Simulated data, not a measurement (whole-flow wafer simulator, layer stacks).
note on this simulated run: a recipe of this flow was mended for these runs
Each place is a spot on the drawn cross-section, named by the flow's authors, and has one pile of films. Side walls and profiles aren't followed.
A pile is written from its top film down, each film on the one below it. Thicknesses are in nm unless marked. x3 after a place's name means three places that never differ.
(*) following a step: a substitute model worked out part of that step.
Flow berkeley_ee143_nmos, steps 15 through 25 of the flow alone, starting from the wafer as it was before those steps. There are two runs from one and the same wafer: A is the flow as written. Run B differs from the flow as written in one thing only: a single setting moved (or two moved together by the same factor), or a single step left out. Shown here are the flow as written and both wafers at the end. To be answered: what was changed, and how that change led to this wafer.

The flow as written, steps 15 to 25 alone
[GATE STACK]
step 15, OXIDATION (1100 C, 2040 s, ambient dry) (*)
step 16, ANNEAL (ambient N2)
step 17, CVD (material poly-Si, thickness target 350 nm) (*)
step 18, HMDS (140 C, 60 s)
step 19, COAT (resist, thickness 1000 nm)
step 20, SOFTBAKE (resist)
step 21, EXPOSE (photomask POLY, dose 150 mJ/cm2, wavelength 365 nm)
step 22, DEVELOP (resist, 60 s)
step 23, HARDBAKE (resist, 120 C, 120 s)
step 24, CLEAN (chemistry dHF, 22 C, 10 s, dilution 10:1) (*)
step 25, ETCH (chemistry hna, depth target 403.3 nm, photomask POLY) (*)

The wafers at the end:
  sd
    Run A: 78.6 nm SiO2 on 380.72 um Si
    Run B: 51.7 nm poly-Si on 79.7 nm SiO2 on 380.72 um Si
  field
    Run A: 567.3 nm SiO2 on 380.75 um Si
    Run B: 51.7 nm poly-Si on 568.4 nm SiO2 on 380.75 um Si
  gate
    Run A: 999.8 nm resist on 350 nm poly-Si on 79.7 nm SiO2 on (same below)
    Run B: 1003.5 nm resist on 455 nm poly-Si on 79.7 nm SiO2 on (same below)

Cause: step 17, CVD: thickness target 455 nm was run, while the flow as written has thickness target 350 nm.
The wafer lets one read it off: gate has poly-Si 455, and step 17 as written asks for 350 nm.

How this came from the change, step by step:
  step 17, CVD (material poly-Si, thickness target 350 nm) (*)
      gate, sd, contact, field: A poly-Si gains 350 (new film) | B poly-Si gains 455 (new film)
  step 25, ETCH (chemistry hna, depth target 403.3 nm, photomask POLY) (*)
      sd, contact, field: A poly-Si loses 350 (all of it), SiO2 loses 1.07 | B poly-Si loses 403.3
